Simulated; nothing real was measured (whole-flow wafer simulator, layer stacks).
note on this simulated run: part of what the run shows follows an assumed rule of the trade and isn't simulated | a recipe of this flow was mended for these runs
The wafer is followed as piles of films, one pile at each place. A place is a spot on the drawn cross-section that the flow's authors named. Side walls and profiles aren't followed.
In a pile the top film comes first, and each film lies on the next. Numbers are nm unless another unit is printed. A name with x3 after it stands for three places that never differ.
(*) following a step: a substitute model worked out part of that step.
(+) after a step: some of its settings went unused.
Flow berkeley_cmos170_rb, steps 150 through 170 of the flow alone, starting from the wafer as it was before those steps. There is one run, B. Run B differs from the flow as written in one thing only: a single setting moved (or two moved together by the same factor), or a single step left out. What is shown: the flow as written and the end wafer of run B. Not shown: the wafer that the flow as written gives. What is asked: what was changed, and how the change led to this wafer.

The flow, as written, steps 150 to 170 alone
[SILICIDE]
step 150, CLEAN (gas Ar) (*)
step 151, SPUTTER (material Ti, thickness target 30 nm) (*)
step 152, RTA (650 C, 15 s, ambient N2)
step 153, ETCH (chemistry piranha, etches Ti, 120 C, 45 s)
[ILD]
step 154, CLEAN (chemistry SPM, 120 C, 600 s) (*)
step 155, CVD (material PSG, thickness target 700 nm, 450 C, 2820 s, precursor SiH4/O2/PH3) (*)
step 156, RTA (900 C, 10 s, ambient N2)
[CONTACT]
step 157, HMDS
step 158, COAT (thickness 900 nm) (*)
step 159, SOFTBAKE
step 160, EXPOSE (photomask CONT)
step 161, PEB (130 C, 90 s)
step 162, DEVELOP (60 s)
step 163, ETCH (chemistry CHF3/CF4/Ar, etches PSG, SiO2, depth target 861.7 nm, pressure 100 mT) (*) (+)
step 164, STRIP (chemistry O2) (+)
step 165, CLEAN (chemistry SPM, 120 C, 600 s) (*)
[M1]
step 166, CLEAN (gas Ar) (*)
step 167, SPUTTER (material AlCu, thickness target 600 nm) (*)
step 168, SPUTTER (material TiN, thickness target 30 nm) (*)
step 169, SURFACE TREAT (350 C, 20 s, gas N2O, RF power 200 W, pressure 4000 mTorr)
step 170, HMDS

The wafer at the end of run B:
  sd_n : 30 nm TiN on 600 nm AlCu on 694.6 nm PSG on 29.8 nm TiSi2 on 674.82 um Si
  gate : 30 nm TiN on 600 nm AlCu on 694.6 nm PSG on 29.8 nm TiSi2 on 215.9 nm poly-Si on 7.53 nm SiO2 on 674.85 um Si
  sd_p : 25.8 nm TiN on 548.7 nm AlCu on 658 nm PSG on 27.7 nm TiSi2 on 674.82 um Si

Cause: step 151, SPUTTER: thickness target 16 nm was run, while the flow as written has thickness target 30 nm.

How this came from the change, step by step:
  step 151, SPUTTER (material Ti, thickness target 30 nm) (*)
      field, sd_n, spacer_n, gate, spacer_p, gate_p, contact, m1: Ti gains 16 (new film) (it would be, as written: Ti gains 30 (new film))
      sd_p: Ti gains 14.9 (new film) (it would be, as written: Ti gains 27.9 (new film))
  step 152, RTA (650 C, 15 s, ambient N2)
      sd_n, contact, m1: Ti loses 12.5, TiSi2 C49 gains 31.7 (new film), Si loses 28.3 (it would be, as written: Ti loses 23.4, TiSi first gains 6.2 (new film), TiSi2 C49 gains 50.3 (new film), Si loses 49)
      gate, gate_p: Ti loses 12.5, TiSi2 C49 gains 31.7 (new film), poly-Si loses 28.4 (it would be, as written: Ti loses 23.4, TiSi first gains 6.2 (new film), TiSi2 C49 gains 50.3 (new film), poly-Si loses 49.2)
      (as well as at 1 more place)
  step 153, ETCH (chemistry piranha, etches Ti, 120 C, 45 s)
      sd_n, gate, gate_p, contact, m1: Ti loses 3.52 (all of it), TiSi2 C49 loses 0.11 (it would be, as written: Ti loses 6.6 (all of it), TiSi first loses 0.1)
      sd_p: Ti loses 3.27 (all of it), TiSi2 C49 loses 0.11 (it would be, as written: Ti loses 6.14 (all of it), TiSi first loses 0.1)
      (as well as at 3 more places)
  step 156, RTA (900 C, 10 s, ambient N2)
      sd_n, contact, m1: under 1 film: TiSi2 gains 29.8 (new film), TiSi2 C49 loses 31.6 (all of it) (it would be, as written: under 1 film: TiSi2 gains 55.9 (new film), TiSi first loses 6.09 (all of it), TiSi2 C49 loses 50.3 (all of it), Si loses 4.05)
      gate, gate_p: under 1 film: TiSi2 gains 29.8 (new film), TiSi2 C49 loses 31.6 (all of it) (it would be, as written: under 1 film: TiSi2 gains 55.9 (new film), TiSi first loses 6.09 (all of it), TiSi2 C49 loses 50.3 (all of it), poly-Si loses 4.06)
      (as well as at 1 more place)
